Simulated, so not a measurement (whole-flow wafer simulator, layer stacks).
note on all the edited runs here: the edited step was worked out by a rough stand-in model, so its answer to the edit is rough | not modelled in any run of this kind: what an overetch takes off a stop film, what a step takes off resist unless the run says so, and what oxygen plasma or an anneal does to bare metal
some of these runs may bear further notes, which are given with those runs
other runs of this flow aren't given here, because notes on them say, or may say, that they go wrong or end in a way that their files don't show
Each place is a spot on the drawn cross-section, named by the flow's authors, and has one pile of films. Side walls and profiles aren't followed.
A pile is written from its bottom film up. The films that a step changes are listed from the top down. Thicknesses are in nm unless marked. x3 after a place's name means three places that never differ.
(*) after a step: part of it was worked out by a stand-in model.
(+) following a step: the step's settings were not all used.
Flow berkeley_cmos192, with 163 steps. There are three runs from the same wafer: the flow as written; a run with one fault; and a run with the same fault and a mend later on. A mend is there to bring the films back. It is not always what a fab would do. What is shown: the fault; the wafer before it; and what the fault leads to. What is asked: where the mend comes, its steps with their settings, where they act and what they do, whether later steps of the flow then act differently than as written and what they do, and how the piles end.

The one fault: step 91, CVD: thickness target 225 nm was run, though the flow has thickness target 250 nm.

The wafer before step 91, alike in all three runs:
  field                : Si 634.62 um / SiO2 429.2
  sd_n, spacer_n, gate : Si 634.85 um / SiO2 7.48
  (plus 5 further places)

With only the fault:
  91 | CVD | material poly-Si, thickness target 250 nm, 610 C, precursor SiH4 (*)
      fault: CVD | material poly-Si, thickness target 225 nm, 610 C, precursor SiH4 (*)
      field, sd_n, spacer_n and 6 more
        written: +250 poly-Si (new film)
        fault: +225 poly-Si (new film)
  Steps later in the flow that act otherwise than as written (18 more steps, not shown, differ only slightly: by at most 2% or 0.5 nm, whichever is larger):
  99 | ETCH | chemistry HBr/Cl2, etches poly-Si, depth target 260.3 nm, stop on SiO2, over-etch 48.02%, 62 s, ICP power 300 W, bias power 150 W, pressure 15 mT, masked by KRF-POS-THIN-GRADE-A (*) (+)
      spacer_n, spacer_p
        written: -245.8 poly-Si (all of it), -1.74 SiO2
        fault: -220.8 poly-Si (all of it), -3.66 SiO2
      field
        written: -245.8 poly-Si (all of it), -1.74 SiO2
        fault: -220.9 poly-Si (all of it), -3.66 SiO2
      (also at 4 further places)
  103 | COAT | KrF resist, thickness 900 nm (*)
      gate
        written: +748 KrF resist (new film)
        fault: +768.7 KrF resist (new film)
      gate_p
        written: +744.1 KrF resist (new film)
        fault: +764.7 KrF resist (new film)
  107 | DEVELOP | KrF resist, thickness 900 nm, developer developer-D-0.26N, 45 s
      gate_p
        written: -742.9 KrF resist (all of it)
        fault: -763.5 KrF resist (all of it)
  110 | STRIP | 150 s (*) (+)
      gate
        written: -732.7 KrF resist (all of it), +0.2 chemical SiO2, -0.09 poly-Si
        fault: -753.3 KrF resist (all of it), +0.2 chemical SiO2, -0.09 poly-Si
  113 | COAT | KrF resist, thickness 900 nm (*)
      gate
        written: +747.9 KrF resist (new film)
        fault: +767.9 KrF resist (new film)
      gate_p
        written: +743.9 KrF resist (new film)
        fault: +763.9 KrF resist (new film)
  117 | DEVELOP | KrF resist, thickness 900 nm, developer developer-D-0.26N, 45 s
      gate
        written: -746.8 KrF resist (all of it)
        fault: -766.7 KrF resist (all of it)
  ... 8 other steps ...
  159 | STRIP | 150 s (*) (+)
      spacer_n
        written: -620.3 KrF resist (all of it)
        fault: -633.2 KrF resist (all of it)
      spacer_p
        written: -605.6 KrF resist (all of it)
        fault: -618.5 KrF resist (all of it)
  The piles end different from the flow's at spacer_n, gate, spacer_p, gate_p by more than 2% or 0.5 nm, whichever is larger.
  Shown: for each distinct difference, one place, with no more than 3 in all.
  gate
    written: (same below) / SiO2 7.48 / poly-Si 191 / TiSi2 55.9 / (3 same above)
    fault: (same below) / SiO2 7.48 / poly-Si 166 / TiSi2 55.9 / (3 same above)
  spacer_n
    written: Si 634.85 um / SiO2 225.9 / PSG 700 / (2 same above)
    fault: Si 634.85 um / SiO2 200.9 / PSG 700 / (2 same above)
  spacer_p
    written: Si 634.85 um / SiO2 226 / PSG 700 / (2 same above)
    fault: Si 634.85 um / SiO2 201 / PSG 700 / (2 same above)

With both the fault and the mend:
  The mend follows step 91.
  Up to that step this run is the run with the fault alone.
  91a | CVD | material poly-Si, thickness target 25 nm, 610 C, precursor SiH4 (*) (the flow's step 91, run once more with other settings)
      field, sd_n, spacer_n and 6 more
        +25 poly-Si
  Later steps of the flow that are run all act as written at every place that is followed.
  The piles end the same as the flow's at every place that both follow.
